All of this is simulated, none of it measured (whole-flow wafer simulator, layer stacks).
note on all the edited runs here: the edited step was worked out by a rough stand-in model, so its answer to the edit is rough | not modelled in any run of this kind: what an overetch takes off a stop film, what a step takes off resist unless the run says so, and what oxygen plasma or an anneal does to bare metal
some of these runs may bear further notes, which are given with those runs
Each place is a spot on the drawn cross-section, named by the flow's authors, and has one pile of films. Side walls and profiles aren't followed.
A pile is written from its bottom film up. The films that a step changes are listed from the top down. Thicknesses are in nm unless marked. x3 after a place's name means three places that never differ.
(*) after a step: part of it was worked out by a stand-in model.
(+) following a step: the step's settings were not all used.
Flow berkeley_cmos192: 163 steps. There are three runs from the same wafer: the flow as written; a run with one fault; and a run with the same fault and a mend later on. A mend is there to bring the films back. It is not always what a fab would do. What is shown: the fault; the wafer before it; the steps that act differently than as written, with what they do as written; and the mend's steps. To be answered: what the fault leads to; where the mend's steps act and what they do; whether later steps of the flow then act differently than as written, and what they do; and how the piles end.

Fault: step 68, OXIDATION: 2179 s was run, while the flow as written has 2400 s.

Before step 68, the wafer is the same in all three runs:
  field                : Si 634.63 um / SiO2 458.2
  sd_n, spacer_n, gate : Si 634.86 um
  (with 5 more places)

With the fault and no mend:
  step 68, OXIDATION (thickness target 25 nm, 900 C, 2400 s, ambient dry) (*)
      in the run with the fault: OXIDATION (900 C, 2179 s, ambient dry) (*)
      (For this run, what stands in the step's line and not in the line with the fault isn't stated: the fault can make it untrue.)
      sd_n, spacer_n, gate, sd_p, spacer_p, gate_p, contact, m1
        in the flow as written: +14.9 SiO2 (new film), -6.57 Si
        in the run with the fault: +14.1 SiO2 (new film), -6.18 Si
  Steps later in the flow that act otherwise than as written (34 other steps are not shown; they differ only slightly, by no more than 2% or 0.5 nm, whichever is larger):
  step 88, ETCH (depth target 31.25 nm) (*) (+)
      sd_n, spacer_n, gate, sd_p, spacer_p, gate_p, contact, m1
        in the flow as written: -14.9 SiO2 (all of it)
        in the run with the fault: -14.1 SiO2 (all of it)
  When the end is reached, the piles differ only a little from the flow's at the places that both follow, at most by 2% or 0.5 nm, whichever is larger.

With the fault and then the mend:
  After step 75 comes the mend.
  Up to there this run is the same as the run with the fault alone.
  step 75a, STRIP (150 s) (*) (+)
      sd_p
        -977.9 KrF resist (all of it)
      spacer_p
        -959.5 KrF resist (all of it)
      gate_p
        -958.6 KrF resist (all of it)
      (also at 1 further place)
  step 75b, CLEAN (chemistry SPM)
      does not change any film at any place that is followed
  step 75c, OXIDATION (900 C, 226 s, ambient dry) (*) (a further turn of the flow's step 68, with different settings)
      sd_n, spacer_n, gate, sd_p, spacer_p, gate_p, contact, m1
        +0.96 SiO2, -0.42 Si
      field
        +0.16 SiO2, -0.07 Si
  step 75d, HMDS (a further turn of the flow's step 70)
      does not change any film at any place that is followed
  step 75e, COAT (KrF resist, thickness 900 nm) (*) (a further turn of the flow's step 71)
      spacer_n, gate
        +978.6 KrF resist (new film)
      field
        +842.4 KrF resist (new film)
      sd_n
        +1013.2 KrF resist (new film)
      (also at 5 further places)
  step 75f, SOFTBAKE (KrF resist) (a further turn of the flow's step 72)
      does not change any film at any place that is followed
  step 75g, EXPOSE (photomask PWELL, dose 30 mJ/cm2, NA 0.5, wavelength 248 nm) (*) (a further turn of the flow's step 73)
      does not change any film at any place that is followed
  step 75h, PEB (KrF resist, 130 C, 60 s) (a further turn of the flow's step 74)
      sd_n, m1
        -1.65 KrF resist
      spacer_n, gate
        -1.58 KrF resist
      spacer_p, gate_p
        -1.57 KrF resist
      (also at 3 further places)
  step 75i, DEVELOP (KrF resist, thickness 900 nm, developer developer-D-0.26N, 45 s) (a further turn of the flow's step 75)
      sd_p, spacer_p, gate_p, m1
        -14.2 KrF resist
      spacer_n, gate
        -977 KrF resist (all of it)
      field
        -841.1 KrF resist (all of it)
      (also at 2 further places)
  None of the later steps of the flow differs from how it acts as written, at any place that is followed, by more than 2% or 0.5 nm, whichever is larger.
  At every place that both follow, the piles at the end match the flow's.
